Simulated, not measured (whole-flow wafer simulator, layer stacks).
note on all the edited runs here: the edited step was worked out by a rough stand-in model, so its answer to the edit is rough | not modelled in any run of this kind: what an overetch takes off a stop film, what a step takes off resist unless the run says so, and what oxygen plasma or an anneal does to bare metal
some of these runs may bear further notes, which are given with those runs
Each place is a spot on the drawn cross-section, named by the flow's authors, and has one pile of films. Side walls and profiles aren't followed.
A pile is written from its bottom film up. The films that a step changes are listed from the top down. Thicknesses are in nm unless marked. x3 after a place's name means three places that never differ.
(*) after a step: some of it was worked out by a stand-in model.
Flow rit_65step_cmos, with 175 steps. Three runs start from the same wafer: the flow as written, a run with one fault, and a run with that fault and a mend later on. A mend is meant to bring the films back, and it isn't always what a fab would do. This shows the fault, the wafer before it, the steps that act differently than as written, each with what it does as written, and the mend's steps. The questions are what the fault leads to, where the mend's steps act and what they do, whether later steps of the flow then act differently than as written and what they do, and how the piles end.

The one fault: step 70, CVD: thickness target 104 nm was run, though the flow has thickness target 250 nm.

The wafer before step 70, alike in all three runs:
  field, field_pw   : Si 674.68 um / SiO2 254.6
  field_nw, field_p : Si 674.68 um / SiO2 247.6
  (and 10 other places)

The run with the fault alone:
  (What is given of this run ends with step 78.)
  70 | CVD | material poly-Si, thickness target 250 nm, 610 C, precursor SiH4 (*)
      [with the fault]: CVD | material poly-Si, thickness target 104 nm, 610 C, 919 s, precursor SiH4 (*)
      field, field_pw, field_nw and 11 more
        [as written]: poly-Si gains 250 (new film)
        [with the fault]: poly-Si gains 104 (new film)
  Later steps of the flow up to step 78 that are run all act as written at every place that is followed, up to a difference of at most 2% or 0.5 nm, whichever is larger.
  Once step 78 is done, the piles at field, field_pw, field_nw and 11 more depart from the flow's by more than 2% or 0.5 nm, whichever is larger.
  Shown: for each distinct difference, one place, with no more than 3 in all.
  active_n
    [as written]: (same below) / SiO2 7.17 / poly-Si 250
    [with the fault]: (same below) / SiO2 7.17 / poly-Si 104
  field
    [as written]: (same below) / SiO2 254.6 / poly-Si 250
    [with the fault]: (same below) / SiO2 254.6 / poly-Si 104
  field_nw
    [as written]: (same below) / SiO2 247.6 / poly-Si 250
    [with the fault]: (same below) / SiO2 247.6 / poly-Si 104

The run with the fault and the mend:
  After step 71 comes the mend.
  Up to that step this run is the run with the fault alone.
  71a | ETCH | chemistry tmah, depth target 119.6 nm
      field, field_pw, field_nw and 11 more
        poly-Si loses 104 (all of it)
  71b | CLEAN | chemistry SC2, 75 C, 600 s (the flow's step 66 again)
      does not change any film at any place that is followed
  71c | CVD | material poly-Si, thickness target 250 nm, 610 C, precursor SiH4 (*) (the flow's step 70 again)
      field, field_pw, field_nw and 11 more
        poly-Si gains 250 (new film)
  Later steps of the flow that are run all act as written at every place that is followed.
  At every place that both follow, the piles at the end match the flow's.
